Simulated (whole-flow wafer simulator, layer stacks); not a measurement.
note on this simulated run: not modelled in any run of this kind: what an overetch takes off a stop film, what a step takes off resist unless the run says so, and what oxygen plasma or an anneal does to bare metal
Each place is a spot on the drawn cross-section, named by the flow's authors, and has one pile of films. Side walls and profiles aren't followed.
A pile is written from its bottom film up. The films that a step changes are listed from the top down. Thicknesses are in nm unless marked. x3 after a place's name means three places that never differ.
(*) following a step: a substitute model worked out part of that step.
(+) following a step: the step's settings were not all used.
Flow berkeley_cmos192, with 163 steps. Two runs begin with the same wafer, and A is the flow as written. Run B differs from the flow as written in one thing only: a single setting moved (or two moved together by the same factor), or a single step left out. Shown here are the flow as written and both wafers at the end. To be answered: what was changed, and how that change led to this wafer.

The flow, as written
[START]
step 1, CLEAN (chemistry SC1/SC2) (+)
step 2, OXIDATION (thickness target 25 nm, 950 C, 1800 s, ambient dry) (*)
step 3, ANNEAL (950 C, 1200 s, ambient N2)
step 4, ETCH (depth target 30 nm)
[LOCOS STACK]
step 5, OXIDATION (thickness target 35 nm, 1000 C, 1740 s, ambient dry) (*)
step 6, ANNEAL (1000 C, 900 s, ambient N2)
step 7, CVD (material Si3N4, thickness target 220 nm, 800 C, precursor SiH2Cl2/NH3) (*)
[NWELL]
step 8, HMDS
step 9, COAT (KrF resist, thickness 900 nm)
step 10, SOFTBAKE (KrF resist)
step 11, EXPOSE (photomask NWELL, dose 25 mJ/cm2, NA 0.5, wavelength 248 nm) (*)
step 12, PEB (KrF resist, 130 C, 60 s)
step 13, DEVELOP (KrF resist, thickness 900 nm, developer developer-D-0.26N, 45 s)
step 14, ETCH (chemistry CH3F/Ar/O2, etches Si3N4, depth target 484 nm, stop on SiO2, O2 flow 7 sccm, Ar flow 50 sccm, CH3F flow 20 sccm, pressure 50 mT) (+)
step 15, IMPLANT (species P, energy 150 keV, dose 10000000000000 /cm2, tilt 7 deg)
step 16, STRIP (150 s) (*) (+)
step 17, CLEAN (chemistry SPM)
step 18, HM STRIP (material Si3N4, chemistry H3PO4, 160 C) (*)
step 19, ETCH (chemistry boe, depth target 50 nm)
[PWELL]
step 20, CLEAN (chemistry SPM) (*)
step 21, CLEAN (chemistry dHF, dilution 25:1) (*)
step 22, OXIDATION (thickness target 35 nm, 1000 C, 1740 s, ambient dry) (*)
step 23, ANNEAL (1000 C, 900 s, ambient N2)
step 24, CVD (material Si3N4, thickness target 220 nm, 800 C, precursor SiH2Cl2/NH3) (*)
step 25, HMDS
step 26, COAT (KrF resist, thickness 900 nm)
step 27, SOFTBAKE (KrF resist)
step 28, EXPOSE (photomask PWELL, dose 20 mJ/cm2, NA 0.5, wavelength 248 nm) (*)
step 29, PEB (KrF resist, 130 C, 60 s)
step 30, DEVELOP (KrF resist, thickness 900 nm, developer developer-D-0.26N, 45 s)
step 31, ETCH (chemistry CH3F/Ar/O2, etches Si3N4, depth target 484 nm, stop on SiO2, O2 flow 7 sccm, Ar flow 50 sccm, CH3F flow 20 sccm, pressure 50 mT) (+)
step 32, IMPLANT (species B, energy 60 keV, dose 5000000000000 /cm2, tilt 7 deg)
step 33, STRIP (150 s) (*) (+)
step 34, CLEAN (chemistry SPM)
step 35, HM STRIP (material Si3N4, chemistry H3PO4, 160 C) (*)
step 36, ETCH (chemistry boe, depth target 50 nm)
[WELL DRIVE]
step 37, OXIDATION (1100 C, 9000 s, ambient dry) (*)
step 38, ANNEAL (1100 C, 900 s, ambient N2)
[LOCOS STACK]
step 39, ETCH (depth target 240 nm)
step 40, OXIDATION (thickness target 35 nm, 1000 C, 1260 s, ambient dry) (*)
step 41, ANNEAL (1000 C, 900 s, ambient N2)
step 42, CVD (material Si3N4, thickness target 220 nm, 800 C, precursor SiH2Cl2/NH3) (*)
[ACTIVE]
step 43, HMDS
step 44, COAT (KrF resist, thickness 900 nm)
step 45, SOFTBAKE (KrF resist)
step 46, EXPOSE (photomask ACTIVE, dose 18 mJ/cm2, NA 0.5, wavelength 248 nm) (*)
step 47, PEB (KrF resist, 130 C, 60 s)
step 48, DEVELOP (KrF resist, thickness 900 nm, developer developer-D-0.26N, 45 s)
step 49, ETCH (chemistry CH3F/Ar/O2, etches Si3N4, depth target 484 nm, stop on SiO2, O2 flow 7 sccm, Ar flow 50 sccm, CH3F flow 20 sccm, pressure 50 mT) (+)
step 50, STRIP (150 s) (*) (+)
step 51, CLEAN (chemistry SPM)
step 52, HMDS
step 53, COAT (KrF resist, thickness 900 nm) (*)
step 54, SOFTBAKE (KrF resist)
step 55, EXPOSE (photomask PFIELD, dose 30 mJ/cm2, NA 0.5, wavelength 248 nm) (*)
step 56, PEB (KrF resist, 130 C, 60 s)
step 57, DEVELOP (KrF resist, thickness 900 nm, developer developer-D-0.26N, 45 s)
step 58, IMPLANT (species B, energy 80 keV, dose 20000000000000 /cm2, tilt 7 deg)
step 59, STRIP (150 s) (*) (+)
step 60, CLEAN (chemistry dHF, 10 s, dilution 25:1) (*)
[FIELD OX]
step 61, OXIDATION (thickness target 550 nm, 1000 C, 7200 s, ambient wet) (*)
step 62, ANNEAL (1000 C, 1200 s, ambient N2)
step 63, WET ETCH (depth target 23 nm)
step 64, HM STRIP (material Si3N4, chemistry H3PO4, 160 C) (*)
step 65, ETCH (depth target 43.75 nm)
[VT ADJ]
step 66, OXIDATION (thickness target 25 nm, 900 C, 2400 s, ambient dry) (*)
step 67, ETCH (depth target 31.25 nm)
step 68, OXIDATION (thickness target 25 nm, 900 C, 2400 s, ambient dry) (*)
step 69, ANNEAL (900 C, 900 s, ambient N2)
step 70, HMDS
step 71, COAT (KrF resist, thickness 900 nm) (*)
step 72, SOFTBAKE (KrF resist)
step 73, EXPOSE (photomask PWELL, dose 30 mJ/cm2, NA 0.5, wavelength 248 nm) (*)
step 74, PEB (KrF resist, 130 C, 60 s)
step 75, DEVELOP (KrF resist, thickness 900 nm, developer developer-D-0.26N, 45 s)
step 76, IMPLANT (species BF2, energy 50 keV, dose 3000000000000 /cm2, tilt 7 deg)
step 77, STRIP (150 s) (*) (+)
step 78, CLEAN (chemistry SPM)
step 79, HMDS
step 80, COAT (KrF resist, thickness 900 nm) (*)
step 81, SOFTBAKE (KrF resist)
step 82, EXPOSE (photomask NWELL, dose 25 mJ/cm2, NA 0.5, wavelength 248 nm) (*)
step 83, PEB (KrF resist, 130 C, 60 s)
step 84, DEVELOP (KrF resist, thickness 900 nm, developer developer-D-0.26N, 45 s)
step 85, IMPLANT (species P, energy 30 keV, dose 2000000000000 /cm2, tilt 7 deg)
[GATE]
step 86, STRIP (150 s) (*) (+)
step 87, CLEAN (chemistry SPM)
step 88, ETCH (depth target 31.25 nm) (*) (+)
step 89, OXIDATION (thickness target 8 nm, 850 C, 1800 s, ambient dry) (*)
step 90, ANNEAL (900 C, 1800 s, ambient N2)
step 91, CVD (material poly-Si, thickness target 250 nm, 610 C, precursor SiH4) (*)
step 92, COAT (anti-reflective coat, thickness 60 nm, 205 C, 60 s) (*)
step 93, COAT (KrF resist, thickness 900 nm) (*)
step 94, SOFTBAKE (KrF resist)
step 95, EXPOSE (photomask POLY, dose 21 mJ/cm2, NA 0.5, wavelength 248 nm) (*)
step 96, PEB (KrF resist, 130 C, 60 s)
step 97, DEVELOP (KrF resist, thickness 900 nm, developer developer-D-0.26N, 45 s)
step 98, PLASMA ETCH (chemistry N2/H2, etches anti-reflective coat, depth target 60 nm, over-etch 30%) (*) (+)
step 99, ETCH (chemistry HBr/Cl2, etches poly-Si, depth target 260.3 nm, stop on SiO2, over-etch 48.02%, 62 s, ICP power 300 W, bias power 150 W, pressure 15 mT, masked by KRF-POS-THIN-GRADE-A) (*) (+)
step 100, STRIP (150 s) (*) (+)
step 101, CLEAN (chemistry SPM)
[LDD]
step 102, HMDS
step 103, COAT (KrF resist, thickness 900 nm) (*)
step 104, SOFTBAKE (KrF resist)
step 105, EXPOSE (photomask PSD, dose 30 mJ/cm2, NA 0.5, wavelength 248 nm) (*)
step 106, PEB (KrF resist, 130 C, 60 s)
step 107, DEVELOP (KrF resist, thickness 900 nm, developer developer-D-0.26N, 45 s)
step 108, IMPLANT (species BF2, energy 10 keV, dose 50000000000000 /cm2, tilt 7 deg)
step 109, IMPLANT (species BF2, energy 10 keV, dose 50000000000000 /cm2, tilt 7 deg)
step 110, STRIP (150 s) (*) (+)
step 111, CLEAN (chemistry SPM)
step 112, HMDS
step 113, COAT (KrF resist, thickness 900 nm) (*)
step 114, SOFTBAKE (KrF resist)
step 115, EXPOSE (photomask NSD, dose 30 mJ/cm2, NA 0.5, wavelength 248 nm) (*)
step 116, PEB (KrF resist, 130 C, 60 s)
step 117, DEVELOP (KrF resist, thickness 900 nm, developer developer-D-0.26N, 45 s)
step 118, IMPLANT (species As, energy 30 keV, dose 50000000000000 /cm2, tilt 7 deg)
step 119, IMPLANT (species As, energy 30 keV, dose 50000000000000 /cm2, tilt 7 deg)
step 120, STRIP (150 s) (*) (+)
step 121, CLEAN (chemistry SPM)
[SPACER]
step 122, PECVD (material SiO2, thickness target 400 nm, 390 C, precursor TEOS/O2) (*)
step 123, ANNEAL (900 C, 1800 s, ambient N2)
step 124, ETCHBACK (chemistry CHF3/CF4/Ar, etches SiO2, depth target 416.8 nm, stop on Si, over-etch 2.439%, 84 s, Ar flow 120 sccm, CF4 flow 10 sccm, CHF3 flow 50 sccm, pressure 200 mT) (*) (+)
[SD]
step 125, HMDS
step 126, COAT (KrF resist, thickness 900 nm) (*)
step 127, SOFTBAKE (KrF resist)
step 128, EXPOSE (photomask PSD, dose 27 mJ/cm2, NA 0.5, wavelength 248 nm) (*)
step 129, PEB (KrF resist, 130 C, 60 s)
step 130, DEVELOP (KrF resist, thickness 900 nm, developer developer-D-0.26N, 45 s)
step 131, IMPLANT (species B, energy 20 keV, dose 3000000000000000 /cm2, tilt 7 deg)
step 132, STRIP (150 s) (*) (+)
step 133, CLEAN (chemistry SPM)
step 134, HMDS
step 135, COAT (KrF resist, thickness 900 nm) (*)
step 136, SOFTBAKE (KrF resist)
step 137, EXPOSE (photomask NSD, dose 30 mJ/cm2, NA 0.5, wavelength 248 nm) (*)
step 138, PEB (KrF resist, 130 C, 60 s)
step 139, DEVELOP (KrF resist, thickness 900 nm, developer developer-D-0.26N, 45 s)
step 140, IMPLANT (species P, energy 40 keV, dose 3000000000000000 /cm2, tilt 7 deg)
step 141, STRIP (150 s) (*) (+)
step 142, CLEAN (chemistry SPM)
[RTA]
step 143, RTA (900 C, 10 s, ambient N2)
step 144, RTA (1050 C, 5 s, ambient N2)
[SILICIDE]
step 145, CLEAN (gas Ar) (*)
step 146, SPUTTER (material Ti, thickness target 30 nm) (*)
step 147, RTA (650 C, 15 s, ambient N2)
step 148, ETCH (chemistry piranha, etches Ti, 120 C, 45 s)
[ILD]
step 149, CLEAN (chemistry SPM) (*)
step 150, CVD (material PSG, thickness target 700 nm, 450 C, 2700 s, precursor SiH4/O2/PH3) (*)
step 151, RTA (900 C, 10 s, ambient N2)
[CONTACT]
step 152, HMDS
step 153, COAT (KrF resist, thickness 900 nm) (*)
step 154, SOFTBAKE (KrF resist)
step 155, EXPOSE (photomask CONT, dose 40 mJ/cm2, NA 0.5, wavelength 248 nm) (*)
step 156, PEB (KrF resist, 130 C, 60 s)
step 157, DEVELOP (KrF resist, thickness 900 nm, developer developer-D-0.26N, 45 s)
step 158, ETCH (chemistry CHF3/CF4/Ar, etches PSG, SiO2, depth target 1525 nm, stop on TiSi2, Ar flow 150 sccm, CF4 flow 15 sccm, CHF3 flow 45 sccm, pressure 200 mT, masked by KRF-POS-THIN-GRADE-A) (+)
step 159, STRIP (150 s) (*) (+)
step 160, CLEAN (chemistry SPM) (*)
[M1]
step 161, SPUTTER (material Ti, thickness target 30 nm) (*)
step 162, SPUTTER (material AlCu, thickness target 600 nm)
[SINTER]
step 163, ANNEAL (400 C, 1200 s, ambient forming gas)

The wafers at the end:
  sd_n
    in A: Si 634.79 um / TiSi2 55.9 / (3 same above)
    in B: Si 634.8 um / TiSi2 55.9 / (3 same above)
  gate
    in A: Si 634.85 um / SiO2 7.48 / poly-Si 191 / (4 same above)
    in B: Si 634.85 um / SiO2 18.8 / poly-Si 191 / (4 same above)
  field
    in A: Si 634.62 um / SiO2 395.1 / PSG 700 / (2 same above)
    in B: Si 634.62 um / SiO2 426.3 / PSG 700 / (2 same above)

What caused this: step 88, ETCH: depth target 31.25 nm (*) (+), was omitted.

The path from the change to this, step by step:
  step 89, OXIDATION (thickness target 8 nm, 850 C, 1800 s, ambient dry) (*)
      sd_n, spacer_n, gate, sd_p, spacer_p, gate_p, contact, m1: A SiO2 gains 7.48 (new film), Si loses 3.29 | B SiO2 gains 3.85, Si loses 1.69
  step 92, COAT (anti-reflective coat, thickness 60 nm, 205 C, 60 s) (*)
      sd_n: A anti-reflective coat gains 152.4 (new film) | B anti-reflective coat gains 165.2 (new film)
      spacer_n: A anti-reflective coat gains 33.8 (new film) | B anti-reflective coat gains 29.4 (new film)
      (also at 6 further places)
  step 98, PLASMA ETCH (chemistry N2/H2, etches anti-reflective coat, depth target 60 nm, over-etch 30%) (*) (+)
      sd_n: A anti-reflective coat loses 152.4 (all of it), poly-Si loses 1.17 | B anti-reflective coat loses 165.2 (all of it), poly-Si loses 1.27
      spacer_n: A anti-reflective coat loses 33.8 (all of it), poly-Si loses 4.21 | B anti-reflective coat loses 29.4 (all of it), poly-Si loses 4.75
      (also at 4 further places)
  step 100, STRIP (150 s) (*) (+)
      gate: A chemical SiO2 gains 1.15 (new film), KrF resist loses 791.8 (all of it), anti-reflective coat loses 30 (all of it), poly-Si loses 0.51 | B chemical SiO2 gains 1.15 (new film), KrF resist loses 807.2 (all of it), anti-reflective coat loses 25.4 (all of it), poly-Si loses 0.51
      gate_p: A chemical SiO2 gains 1.15 (new film), KrF resist loses 765.1 (all of it), anti-reflective coat loses 31 (all of it), poly-Si loses 0.51 | B chemical SiO2 gains 1.15 (new film), KrF resist loses 775.1 (all of it), anti-reflective coat loses 27.8 (all of it), poly-Si loses 0.51
  step 124, ETCHBACK (chemistry CHF3/CF4/Ar, etches SiO2, depth target 416.8 nm, stop on Si, over-etch 2.439%, 84 s, Ar flow 120 sccm, CF4 flow 10 sccm, CHF3 flow 50 sccm, pressure 200 mT) (*) (+)
      sd_n: A SiO2 loses 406 (all of it) | B SiO2 loses 417.3 (all of it)
      sd_p: A SiO2 loses 391.4 (all of it) | B SiO2 loses 400.9 (all of it)
      (also at 2 further places)
  step 146, SPUTTER (material Ti, thickness target 30 nm) (*)
      sd_p: A Ti gains 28 (new film) | B Ti gains 27.4 (new film)
  step 147, RTA (650 C, 15 s, ambient N2)
      sd_p: A Ti loses 21.9, TiSi first gains 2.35 (new film), TiSi2 C49 gains 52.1 (new film), Si loses 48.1 | B Ti loses 21.3, TiSi first gains 1.09 (new film), TiSi2 C49 gains 52.7 (new film), Si loses 47.7
  step 151, RTA (900 C, 10 s, ambient N2)
      sd_p: A under 1 film: TiSi2 gains 52.2 (new film), TiSi first loses 2.25 (all of it), TiSi2 C49 loses 52.1 (all of it), Si loses 1.5 | B under 1 film: TiSi2 gains 51 (new film), TiSi first loses 0.98 (all of it), TiSi2 C49 loses 52.7 (all of it), Si loses 0.65
  step 153, COAT (KrF resist, thickness 900 nm) (*)
      sd_p: A KrF resist gains 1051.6 (new film) | B KrF resist gains 1074.6 (new film)
  step 159, STRIP (150 s) (*) (+)
      sd_n: A KrF resist loses 792.3 (all of it) | B KrF resist loses 810.9 (all of it)
      sd_p: A KrF resist loses 841.6 (all of it) | B KrF resist loses 864.6 (all of it)
      (also at 1 further place)
  step 161, SPUTTER (material Ti, thickness target 30 nm) (*)
      sd_p: A Ti gains 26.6 (new film) | B Ti gains 26 (new film)
  step 162, SPUTTER (material AlCu, thickness target 600 nm)
      sd_p: A AlCu gains 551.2 (new film) | B AlCu gains 533.4 (new film)
